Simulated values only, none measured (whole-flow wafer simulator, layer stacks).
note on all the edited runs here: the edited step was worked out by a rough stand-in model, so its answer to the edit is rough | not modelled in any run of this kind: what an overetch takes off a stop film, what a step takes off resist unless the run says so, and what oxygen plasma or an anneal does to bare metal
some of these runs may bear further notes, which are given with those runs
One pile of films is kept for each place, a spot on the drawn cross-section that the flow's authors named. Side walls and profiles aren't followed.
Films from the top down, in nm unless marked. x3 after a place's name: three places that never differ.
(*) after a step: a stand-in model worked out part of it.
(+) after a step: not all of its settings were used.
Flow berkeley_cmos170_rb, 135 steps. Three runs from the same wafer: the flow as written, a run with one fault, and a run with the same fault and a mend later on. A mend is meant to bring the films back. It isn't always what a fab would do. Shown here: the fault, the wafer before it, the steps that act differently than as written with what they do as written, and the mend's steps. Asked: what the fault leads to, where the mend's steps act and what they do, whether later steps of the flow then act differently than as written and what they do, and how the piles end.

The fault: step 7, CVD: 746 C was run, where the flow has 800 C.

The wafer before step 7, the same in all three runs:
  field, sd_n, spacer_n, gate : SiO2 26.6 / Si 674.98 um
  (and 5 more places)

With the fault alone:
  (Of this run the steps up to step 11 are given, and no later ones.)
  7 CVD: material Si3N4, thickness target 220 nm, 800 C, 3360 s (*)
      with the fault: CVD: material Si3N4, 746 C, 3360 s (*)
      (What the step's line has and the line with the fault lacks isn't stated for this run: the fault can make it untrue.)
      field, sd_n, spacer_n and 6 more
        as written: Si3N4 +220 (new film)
        with the fault: Si3N4 +92 (new film)
  No later step of the flow up to step 11 acts differently than as written at any place that is followed.
  After step 11 the piles differ from the flow's by more than 2% or 0.5 nm, whichever is larger, at field, sd_n, spacer_n and 6 more.
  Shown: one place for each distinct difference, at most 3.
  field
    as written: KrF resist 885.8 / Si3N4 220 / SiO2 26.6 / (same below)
    with the fault: KrF resist 885.8 / Si3N4 92 / SiO2 26.6 / (same below)
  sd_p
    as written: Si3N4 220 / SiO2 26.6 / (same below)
    with the fault: Si3N4 92 / SiO2 26.6 / (same below)

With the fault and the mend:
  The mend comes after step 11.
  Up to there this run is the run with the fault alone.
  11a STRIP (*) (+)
      field, sd_n, spacer_n, gate, contact, m1
        KrF resist -885.8 (all of it)
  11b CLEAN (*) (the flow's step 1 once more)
      changes no film at any place that is followed
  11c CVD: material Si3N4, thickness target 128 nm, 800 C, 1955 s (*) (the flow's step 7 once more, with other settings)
      field, sd_n, spacer_n and 6 more
        Si3N4 +128
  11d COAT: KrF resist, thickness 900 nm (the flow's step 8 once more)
      field, sd_n, spacer_n and 6 more
        KrF resist +900 (new film)
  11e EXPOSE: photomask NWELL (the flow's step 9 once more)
      changes no film at any place that is followed
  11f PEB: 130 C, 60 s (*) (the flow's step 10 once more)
      changes no film at any place that is followed
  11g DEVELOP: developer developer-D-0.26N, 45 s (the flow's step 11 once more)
      field, sd_n, spacer_n, gate, contact, m1
        KrF resist -14.2
      sd_p, spacer_p, gate_p
        KrF resist -900 (all of it)
  No later step of the flow acts differently than as written at any place that is followed.
  At the end the piles are the same as the flow's at every place that both follow.
